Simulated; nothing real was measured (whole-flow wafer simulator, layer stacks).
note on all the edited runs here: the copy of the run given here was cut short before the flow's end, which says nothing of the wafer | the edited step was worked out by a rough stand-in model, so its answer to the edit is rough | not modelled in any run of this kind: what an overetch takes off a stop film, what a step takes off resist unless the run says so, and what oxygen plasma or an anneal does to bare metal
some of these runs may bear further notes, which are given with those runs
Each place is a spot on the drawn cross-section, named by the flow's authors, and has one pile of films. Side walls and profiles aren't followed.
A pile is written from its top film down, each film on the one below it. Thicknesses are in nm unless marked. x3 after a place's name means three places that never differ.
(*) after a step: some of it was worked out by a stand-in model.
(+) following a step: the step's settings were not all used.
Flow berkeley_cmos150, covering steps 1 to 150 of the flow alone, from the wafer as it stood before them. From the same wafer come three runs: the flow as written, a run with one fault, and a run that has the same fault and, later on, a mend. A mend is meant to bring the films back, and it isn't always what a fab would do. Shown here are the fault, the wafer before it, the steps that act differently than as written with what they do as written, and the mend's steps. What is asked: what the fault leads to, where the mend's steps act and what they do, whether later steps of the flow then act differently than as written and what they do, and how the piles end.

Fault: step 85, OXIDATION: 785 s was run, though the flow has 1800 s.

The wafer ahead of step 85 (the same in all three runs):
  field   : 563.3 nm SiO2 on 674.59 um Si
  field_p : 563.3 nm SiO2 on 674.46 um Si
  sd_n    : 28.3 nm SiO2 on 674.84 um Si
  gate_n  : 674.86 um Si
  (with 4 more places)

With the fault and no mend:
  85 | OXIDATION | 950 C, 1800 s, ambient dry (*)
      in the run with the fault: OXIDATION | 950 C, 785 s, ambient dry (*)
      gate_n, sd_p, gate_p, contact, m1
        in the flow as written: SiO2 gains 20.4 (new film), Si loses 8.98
        in the run with the fault: SiO2 gains 12.3 (new film), Si loses 5.41
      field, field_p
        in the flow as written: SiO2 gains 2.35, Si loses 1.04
        in the run with the fault: SiO2 gains 1.03, Si loses 0.45
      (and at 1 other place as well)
  Steps later in the flow that act otherwise than as written (24 other steps are not shown; they differ only slightly, by no more than 2% or 0.5 nm, whichever is larger):
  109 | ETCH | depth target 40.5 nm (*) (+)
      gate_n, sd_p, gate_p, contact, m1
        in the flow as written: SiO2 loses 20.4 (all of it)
        in the run with the fault: SiO2 loses 12.3 (all of it)
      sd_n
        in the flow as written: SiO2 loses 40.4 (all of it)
        in the run with the fault: SiO2 loses 34.3 (all of it)
  At the end the piles are close to the flow's at the places that both follow, differing by at most 2% or 0.5 nm, whichever is larger.

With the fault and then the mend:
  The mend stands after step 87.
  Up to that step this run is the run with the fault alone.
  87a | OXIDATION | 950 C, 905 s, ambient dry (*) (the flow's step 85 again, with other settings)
      gate_n, sd_p, gate_p, contact, m1
        SiO2 gains 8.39, Si loses 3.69
      field, field_p
        SiO2 gains 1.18, Si loses 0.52
      sd_n
        SiO2 gains 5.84, Si loses 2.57
  None of the later steps of the flow differs from how it acts as written, at any place that is followed, by more than 2% or 0.5 nm, whichever is larger.
  At the end the piles are close to the flow's at the places that both follow, differing by at most 2% or 0.5 nm, whichever is larger.
